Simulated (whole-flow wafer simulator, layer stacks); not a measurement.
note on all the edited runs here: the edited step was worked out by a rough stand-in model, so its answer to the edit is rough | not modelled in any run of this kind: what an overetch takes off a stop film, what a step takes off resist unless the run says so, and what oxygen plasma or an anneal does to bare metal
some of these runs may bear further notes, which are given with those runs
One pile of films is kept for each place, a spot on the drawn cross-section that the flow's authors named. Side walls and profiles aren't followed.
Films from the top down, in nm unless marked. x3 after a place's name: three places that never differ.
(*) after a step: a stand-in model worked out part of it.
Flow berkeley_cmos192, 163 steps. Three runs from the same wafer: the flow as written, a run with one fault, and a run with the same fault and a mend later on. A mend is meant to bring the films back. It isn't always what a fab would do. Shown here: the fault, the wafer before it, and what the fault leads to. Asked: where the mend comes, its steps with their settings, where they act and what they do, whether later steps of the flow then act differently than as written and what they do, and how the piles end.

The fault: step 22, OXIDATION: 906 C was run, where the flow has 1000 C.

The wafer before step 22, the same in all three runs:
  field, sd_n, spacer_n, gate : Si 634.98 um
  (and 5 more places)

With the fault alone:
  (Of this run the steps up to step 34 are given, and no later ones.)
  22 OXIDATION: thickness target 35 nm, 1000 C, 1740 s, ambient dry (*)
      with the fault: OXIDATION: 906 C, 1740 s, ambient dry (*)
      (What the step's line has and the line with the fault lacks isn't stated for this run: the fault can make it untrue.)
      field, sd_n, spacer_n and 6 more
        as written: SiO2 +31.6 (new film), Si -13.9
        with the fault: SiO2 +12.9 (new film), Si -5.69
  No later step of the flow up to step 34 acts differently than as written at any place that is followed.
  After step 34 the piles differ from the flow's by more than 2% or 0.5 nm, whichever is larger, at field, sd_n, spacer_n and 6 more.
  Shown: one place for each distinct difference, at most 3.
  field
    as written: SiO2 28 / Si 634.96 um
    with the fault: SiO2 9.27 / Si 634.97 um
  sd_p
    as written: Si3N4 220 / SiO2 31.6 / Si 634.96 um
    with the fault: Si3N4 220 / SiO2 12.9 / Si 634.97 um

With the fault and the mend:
  The mend comes after step 23.
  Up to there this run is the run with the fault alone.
  23a OXIDATION: 1000 C, 1256 s, ambient dry (*) (the flow's step 22 once more, with other settings)
      field, sd_n, spacer_n and 6 more
        SiO2 +18.7, Si -8.22
  No later step of the flow acts differently than as written at any place that is followed.
  At the end the piles are the same as the flow's at every place that both follow.
